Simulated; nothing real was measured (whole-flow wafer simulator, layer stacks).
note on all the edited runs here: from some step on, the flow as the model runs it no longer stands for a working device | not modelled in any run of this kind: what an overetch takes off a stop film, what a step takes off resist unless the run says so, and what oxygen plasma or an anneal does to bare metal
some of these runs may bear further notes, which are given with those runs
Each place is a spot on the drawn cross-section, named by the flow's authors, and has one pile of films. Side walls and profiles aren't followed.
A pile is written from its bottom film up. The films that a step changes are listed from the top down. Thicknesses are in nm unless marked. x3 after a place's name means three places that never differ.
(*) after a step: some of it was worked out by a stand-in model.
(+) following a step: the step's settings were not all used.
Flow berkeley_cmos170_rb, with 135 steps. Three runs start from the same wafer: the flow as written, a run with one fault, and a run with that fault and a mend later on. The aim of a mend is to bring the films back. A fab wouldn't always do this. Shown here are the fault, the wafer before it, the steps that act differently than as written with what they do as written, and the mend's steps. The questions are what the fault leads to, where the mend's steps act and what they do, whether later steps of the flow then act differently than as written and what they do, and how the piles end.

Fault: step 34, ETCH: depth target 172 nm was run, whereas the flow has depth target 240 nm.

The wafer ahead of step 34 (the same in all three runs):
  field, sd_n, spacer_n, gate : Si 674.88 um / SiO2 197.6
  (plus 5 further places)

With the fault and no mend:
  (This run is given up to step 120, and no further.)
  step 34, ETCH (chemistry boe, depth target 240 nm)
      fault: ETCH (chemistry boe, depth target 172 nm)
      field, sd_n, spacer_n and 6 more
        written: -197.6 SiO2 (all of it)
        fault: -172 SiO2
  Steps later in the flow that act otherwise than as written (24 more steps, not shown, differ only slightly: by at most 2% or 0.5 nm, whichever is larger):
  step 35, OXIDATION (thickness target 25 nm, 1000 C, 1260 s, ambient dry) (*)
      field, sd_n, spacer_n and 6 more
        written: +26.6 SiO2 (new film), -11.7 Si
        fault: +19.6 SiO2, -8.62 Si
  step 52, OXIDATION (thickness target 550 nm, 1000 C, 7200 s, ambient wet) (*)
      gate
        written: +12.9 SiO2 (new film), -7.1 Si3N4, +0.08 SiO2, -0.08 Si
        fault: +12.9 SiO2 (new film), -7.1 Si3N4
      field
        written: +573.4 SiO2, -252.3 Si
        fault: +560.8 SiO2, -246.8 Si
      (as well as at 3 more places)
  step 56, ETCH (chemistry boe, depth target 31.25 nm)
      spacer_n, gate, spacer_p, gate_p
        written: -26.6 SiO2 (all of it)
        fault: -31.2 SiO2
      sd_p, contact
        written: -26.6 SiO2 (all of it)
        fault: -31.3 SiO2
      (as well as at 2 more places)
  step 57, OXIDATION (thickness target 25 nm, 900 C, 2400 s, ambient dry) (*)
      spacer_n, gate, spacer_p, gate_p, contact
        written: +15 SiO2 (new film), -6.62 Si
        fault: +11.3 SiO2, -4.96 Si
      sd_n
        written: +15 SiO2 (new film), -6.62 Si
        fault: +9.75 SiO2, -4.29 Si
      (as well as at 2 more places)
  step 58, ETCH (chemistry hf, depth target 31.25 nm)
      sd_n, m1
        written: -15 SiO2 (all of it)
        fault: -31.2 SiO2
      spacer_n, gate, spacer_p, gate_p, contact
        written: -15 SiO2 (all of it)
        fault: -25.2 SiO2 (all of it)
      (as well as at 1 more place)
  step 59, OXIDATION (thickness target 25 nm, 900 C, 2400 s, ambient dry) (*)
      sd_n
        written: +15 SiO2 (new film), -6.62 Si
        fault: +12 SiO2, -5.26 Si
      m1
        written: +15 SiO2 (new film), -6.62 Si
        fault: +9.79 SiO2, -4.31 Si
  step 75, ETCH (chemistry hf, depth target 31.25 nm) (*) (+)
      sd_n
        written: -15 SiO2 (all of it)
        fault: -15.9 SiO2 (all of it)
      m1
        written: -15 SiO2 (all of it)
        fault: -19.6 SiO2 (all of it)
  The piles after step 120 are only slightly different from the flow's at the places that both follow, by no more than 2% or 0.5 nm, whichever is larger.

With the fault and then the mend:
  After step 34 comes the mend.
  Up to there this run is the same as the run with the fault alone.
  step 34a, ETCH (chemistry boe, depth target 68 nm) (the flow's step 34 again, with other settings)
      field, sd_n, spacer_n and 6 more
        -25.6 SiO2 (all of it)
  None of the later steps of the flow acts differently than as written at any place that is followed.
  By the end, the piles equal the flow's at every place that both follow.
